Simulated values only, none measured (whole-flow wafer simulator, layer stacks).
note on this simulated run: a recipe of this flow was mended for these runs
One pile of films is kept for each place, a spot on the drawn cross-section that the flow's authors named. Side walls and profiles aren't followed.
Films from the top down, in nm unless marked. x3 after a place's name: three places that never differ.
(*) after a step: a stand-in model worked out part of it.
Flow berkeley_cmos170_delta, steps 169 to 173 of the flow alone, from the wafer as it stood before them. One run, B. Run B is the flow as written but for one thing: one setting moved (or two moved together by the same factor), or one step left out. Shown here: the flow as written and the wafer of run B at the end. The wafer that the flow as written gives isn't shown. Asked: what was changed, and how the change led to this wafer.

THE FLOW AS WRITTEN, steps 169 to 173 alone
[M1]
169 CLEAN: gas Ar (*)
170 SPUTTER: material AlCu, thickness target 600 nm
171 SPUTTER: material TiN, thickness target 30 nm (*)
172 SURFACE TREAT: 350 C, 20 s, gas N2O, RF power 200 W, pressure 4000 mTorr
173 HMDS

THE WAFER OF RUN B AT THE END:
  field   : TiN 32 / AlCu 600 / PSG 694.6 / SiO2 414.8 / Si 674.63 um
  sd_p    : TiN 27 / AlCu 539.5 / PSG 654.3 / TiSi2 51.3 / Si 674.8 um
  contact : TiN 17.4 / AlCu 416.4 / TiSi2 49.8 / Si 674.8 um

The cause: step 171, SPUTTER: thickness target 32 nm was run, where the flow has thickness target 30 nm.
It can be read off the wafer: field has TiN 32, and step 171 as written asks for 30 nm.

How the change led to this, step by step:
  171 SPUTTER: material TiN, thickness target 30 nm (*)
      field, sd_n, spacer_n, gate, spacer_p, gate_p, m1: TiN +32 (new film) (as written it would be: TiN +30 (new film))
      sd_p: TiN +27 (new film) (as written it would be: TiN +25.3 (new film))
      (and at 1 more place)
